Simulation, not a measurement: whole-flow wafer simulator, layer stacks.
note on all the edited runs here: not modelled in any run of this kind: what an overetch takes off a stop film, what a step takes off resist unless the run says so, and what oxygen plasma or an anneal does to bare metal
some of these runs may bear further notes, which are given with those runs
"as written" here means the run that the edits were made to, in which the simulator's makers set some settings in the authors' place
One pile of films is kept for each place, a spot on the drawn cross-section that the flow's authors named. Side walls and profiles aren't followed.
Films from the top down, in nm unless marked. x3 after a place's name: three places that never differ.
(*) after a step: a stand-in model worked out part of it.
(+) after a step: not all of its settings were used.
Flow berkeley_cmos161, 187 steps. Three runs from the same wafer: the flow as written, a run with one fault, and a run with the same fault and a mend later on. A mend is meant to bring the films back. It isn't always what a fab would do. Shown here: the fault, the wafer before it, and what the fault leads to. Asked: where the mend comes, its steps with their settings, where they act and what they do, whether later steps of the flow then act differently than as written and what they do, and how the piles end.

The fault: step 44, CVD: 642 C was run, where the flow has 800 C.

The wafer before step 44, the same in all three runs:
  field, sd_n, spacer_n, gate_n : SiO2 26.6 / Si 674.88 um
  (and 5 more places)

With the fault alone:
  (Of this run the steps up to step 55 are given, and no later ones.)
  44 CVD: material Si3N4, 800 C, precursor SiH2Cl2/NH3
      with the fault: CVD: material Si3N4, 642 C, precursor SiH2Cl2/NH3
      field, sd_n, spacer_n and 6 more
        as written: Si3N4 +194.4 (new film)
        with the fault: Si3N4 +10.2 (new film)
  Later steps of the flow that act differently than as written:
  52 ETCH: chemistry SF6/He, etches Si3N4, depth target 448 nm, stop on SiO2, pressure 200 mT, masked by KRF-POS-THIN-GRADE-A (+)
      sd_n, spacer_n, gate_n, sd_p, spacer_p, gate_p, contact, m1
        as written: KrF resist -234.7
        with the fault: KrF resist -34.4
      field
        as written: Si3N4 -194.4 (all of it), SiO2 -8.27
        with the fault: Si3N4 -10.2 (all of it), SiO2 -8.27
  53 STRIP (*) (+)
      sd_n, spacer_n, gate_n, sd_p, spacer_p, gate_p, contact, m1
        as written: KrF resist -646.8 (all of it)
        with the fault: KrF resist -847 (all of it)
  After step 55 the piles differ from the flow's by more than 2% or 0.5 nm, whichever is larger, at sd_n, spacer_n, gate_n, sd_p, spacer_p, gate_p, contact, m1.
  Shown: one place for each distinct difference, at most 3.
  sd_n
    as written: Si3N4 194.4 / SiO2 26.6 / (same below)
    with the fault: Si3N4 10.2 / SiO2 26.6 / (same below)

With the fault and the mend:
  The mend comes after step 51.
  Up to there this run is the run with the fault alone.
  51a STRIP (*) (+)
      sd_n, spacer_n, gate_n, sd_p, spacer_p, gate_p, contact, m1
        KrF resist -881.5 (all of it)
  51b CLEAN: chemistry SPM (the flow's step 36 once more)
      changes no film at any place that is followed
  51c CVD: material Si3N4, 800 C, precursor SiH2Cl2/NH3 (the flow's step 44 once more, with other settings that aren't printed)
      field, sd_n, spacer_n and 6 more
        Si3N4 +184.3
  51d HMDS (the flow's step 45 once more)
      changes no film at any place that is followed
  51e COAT: KrF resist, thickness 900 nm (the flow's step 46 once more)
      field, sd_n, spacer_n and 6 more
        KrF resist +900 (new film)
  51f SOFTBAKE: KrF resist (the flow's step 47 once more)
      changes no film at any place that is followed
  51g EXPOSE: photomask ACTIVE, dose 18 mJ/cm2, NA 0.5, wavelength 248 nm (*) (the flow's step 48 once more)
      changes no film at any place that is followed
  51h PEB: KrF resist, 130 C (the flow's step 49 once more)
      field, sd_n, spacer_n and 6 more
        KrF resist -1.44
  51i DEVELOP: KrF resist, thickness 900 nm, developer developer-D-0.26N (the flow's step 50 once more)
      sd_n, spacer_n, gate_n, sd_p, spacer_p, gate_p, contact, m1
        KrF resist -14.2
      field
        KrF resist -898.6 (all of it)
  51j HARDBAKE: 120 C, 7200 s (the flow's step 51 once more)
      sd_n, spacer_n, gate_n, sd_p, spacer_p, gate_p, contact, m1
        KrF resist -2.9
  No later step of the flow acts differently than as written, at any place that is followed, by more than 2% or 0.5 nm, whichever is larger.
  At the end the piles are the same as the flow's at every place that both follow.
